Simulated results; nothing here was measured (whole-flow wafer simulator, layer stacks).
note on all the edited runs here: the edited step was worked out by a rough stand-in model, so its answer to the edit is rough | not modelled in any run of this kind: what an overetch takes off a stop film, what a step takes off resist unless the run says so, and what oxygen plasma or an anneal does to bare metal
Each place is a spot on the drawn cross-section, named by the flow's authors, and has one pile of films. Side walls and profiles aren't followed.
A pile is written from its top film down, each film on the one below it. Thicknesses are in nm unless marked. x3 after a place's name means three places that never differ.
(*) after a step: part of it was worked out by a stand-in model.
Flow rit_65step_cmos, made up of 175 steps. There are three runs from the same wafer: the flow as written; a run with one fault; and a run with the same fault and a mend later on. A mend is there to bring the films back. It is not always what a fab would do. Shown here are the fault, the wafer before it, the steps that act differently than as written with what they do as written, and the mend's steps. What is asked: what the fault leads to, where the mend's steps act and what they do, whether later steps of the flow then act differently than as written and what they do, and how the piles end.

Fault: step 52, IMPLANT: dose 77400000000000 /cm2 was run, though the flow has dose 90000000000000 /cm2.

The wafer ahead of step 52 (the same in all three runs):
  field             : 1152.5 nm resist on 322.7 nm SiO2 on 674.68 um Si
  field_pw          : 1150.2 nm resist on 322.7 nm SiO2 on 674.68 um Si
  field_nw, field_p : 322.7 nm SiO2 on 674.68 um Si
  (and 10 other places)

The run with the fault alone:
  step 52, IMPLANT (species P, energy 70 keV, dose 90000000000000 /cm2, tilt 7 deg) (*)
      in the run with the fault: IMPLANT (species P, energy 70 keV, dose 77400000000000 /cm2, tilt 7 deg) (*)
      acts as it does as written at every place that is followed
  Steps further on in the flow that do not act as written (36 other steps are not shown; they differ only slightly, by no more than 2% or 0.5 nm, whichever is larger):
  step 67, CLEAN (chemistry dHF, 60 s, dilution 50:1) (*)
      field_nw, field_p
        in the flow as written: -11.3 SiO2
        in the run with the fault: -10.7 SiO2
  When the end is reached, the piles differ only a little from the flow's at the places that both follow, at most by 2% or 0.5 nm, whichever is larger.

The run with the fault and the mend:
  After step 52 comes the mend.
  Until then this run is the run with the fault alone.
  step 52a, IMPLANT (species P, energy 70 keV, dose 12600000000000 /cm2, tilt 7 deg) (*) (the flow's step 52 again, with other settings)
      leaves every film unchanged at each place that is followed
  Later steps of the flow that are run all act as written at every place that is followed.
  The piles end the same as the flow's at every place that both follow.
